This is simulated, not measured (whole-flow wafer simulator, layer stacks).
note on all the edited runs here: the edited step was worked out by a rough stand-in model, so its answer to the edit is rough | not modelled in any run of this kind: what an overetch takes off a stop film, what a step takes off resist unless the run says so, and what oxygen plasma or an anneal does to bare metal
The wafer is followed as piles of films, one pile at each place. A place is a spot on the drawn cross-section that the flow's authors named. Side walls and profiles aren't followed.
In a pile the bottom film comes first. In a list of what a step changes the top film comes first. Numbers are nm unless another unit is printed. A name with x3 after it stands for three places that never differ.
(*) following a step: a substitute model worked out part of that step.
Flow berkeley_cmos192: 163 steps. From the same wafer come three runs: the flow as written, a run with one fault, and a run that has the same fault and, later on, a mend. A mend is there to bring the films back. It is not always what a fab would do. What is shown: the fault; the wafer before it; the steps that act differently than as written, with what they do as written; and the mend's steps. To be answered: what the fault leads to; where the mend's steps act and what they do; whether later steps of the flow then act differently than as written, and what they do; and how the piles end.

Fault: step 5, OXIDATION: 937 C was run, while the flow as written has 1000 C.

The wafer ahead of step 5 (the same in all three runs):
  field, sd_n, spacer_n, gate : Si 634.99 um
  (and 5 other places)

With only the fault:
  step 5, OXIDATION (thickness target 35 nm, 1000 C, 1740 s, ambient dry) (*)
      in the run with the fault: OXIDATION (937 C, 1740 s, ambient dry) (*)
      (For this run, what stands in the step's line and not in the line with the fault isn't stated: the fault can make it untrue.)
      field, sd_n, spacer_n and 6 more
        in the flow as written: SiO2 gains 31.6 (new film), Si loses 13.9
        in the run with the fault: SiO2 gains 17.3 (new film), Si loses 7.62
  Steps later in the flow that act otherwise than as written:
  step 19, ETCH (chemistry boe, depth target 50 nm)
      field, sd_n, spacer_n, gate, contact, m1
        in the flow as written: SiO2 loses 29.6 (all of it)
        in the run with the fault: SiO2 loses 15.3 (all of it)
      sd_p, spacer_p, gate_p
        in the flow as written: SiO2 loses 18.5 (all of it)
        in the run with the fault: SiO2 loses 4.22 (all of it)
  The piles end only slightly different from the flow's at the places that both follow, by no more than 2% or 0.5 nm, whichever is larger.

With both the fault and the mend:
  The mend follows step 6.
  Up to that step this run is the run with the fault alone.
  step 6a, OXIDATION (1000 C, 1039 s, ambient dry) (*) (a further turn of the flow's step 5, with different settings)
      field, sd_n, spacer_n and 6 more
        SiO2 gains 14.4, Si loses 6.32
  None of the later steps of the flow differs from how it acts as written, at any place that is followed, by more than 2% or 0.5 nm, whichever is larger.
  At every place that both follow, the piles at the end match the flow's.
